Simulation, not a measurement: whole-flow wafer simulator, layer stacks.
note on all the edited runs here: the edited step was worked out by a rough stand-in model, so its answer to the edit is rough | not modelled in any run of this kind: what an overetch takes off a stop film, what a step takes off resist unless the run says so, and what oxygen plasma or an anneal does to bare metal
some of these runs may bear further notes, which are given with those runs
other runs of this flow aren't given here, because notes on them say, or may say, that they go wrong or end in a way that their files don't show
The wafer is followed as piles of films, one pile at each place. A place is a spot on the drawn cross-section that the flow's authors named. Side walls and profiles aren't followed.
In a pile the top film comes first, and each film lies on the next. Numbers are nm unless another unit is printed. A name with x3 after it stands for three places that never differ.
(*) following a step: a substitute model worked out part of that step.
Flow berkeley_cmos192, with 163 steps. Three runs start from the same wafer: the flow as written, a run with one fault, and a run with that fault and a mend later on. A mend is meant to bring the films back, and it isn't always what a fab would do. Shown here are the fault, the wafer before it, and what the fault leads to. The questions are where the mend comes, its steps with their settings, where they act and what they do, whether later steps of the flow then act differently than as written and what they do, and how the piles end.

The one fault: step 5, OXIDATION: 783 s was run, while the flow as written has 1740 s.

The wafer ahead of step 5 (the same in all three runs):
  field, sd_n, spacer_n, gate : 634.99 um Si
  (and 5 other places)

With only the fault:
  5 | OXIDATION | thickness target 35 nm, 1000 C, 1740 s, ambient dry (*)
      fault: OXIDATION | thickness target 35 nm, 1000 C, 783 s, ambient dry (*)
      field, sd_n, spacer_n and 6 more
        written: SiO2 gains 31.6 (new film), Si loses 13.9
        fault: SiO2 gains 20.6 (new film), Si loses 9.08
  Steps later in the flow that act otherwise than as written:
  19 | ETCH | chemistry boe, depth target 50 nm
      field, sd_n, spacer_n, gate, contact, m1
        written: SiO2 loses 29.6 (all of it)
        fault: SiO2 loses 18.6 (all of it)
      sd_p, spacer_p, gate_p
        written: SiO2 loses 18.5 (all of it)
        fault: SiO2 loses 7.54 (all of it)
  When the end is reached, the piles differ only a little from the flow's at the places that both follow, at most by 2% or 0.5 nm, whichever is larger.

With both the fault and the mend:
  The mend stands after step 5.
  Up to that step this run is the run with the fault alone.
  5a | OXIDATION | thickness target 35 nm, 1000 C, 957 s, ambient dry (*) (the flow's step 5, run once more with other settings)
      field, sd_n, spacer_n and 6 more
        SiO2 gains 11, Si loses 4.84
  Every later step of the flow that is run acts as written at every place that is followed.
  At every place that both follow, the piles at the end match the flow's.
